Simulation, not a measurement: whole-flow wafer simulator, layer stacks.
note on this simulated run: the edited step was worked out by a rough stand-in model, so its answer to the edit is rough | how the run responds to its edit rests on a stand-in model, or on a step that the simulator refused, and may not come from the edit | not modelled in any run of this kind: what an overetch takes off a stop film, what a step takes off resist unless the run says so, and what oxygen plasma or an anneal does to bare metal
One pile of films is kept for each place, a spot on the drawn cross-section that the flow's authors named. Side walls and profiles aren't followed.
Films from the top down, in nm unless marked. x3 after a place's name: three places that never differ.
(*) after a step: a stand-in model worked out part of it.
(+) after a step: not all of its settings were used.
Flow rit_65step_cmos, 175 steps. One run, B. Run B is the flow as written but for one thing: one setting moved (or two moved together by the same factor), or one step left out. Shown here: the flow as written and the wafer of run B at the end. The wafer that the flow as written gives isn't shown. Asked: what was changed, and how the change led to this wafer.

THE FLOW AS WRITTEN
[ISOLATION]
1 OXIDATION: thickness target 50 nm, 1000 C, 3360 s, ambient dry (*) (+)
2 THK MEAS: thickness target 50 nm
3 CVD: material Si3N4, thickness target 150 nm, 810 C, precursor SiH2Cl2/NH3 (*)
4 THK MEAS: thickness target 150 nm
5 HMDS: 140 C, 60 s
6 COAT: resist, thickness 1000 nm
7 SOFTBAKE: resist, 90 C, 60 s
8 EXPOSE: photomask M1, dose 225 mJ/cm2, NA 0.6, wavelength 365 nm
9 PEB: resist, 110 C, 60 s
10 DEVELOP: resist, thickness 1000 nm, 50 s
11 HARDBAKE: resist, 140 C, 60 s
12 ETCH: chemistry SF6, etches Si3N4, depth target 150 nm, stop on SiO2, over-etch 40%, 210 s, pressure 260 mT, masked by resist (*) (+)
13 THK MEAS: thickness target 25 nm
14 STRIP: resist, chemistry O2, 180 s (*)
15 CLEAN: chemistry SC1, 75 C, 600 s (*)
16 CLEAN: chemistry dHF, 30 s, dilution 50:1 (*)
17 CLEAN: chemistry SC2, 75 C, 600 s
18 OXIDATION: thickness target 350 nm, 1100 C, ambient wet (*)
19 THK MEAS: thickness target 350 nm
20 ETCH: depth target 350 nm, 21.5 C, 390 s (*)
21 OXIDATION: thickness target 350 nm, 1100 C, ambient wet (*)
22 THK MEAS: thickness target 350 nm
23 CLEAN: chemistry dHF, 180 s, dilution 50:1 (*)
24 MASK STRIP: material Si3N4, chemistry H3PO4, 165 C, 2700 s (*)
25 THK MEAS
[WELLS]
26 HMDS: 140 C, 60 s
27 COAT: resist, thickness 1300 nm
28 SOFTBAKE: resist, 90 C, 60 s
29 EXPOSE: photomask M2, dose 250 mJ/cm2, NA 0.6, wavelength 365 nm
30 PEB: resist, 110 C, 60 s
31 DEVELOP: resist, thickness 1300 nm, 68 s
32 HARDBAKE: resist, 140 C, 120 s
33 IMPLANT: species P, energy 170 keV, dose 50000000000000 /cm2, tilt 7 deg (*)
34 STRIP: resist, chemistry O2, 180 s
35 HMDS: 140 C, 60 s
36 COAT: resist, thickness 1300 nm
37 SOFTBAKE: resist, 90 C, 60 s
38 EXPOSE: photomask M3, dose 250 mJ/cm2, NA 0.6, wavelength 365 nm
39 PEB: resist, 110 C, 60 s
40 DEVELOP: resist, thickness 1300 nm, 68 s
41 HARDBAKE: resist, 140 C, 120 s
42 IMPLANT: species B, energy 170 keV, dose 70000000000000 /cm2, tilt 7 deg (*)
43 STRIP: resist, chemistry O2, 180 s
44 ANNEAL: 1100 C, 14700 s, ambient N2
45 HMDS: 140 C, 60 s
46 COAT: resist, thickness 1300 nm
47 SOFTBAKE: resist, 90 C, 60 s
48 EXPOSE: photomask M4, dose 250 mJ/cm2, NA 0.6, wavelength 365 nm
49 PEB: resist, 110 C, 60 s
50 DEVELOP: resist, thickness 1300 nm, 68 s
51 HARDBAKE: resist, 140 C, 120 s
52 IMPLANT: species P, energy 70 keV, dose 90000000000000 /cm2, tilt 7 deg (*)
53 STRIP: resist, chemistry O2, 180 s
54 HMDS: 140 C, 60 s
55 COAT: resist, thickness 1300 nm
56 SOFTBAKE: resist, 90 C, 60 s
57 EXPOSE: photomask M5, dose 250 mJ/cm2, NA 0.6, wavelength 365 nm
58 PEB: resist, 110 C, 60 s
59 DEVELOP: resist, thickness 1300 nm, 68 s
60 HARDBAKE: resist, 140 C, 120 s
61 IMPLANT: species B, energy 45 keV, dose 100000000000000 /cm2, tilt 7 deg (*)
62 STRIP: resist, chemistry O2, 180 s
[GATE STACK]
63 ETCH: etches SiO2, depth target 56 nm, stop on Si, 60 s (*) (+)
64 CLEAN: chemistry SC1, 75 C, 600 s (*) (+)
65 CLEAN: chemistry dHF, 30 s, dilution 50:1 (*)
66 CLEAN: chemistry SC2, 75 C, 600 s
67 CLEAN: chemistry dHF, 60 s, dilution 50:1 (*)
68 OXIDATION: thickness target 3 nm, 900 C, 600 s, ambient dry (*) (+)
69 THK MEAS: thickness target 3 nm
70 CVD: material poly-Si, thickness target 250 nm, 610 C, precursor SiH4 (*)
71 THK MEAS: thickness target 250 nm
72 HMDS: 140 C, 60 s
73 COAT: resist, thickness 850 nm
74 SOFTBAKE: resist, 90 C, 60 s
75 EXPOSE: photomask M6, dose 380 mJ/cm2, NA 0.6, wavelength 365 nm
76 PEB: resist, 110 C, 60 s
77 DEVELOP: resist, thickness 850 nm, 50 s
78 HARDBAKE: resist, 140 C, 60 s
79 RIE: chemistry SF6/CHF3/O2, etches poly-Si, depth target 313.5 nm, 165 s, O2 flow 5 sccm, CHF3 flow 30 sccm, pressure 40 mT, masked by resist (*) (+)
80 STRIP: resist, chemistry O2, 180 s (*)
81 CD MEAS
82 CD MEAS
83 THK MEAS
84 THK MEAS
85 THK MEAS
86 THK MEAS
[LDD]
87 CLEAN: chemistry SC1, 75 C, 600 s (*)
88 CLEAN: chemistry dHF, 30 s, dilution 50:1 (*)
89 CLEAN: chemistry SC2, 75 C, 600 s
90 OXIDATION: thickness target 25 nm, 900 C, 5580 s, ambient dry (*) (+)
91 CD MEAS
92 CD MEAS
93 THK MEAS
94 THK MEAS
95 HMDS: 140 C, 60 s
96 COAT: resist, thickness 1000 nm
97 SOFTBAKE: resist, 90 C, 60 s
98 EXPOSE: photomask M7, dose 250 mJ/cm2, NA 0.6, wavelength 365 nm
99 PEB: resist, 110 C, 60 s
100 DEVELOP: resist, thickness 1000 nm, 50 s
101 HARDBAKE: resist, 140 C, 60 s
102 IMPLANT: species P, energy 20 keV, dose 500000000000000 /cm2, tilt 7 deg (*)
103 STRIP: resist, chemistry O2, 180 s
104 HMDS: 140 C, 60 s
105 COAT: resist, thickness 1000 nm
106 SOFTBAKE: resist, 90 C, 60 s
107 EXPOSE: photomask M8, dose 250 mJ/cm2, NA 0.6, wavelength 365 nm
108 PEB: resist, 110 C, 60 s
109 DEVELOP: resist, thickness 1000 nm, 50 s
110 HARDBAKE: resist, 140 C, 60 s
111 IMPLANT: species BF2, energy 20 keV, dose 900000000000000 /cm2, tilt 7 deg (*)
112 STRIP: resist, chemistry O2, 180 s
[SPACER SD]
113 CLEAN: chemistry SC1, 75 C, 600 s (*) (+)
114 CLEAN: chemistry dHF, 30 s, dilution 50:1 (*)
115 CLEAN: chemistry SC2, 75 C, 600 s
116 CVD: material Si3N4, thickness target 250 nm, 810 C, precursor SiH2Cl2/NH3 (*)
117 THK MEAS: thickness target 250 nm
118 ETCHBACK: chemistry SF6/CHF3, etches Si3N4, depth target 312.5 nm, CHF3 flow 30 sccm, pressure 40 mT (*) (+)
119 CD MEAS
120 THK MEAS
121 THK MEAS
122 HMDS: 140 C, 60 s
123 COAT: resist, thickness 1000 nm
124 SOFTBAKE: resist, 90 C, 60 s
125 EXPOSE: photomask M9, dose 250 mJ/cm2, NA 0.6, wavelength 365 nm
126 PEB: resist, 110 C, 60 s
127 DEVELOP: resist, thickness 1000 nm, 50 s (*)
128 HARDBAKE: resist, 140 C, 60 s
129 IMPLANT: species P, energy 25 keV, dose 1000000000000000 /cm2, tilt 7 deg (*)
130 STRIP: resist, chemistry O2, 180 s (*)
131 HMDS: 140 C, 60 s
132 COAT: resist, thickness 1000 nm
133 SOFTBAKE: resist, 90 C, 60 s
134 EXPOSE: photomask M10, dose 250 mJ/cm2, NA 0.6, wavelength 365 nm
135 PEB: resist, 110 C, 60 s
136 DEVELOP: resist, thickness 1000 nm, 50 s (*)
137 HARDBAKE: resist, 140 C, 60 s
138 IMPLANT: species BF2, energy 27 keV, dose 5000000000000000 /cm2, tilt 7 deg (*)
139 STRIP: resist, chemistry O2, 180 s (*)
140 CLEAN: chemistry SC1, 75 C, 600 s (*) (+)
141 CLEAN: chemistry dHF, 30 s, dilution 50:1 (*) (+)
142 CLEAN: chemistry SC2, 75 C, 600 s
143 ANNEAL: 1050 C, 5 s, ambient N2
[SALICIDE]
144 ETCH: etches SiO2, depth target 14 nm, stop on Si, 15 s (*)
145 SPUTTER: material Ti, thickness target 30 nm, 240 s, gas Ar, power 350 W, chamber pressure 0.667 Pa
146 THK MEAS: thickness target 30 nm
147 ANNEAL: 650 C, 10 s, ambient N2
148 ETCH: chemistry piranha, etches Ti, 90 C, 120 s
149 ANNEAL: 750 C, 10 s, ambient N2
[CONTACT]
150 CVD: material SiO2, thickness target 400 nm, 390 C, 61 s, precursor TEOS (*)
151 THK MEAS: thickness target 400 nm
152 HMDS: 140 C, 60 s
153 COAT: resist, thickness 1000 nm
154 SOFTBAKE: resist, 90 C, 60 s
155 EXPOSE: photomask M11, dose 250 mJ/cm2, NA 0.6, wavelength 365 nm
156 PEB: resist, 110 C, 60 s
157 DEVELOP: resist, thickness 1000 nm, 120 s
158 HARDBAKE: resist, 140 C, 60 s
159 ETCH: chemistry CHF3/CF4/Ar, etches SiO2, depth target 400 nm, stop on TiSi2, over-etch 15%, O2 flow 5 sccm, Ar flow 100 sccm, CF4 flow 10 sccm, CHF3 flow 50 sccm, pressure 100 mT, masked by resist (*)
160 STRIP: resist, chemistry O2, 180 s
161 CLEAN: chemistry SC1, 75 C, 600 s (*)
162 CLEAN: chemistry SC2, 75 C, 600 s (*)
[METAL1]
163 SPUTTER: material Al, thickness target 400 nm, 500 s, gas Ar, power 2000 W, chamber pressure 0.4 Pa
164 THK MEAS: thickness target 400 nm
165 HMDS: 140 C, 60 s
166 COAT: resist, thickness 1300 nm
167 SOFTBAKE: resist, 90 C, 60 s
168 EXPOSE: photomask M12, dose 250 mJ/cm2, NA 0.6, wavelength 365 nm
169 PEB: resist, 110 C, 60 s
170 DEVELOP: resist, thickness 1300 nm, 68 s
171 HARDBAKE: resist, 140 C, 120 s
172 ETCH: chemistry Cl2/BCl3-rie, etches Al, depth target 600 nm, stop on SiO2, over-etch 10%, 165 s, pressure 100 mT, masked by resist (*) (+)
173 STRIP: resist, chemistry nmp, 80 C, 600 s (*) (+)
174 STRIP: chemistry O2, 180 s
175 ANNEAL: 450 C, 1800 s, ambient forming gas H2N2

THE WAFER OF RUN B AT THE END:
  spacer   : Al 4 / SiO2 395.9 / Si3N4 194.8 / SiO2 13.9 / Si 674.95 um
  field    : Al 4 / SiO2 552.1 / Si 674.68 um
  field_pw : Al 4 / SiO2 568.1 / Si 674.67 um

The cause: step 172, ETCH: depth target 360 nm was run, where the flow has depth target 600 nm.

How the change led to this, step by step:
  172 ETCH: chemistry Cl2/BCl3-rie, etches Al, depth target 600 nm, stop on SiO2, over-etch 10%, 165 s, pressure 100 mT, masked by resist (*) (+)
      field, field_pw, field_p, spacer, spacer_p: Al -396 (as written it would be: Al -400 (all of it), SiO2 -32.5)
      gate_n, gate_p: Al -396 (all of it) (as written it would be: Al -396 (all of it), SiO2 -33)
      (and at 1 more place)
Counting metal films that touch as one body, spacer has 1 body; the flow as written gives 0 bodies.
Counting metal films that touch as one body, field has 1 body; the flow as written gives 0 bodies.
Counting metal films that touch as one body, field_pw has 1 body; the flow as written gives 0 bodies.
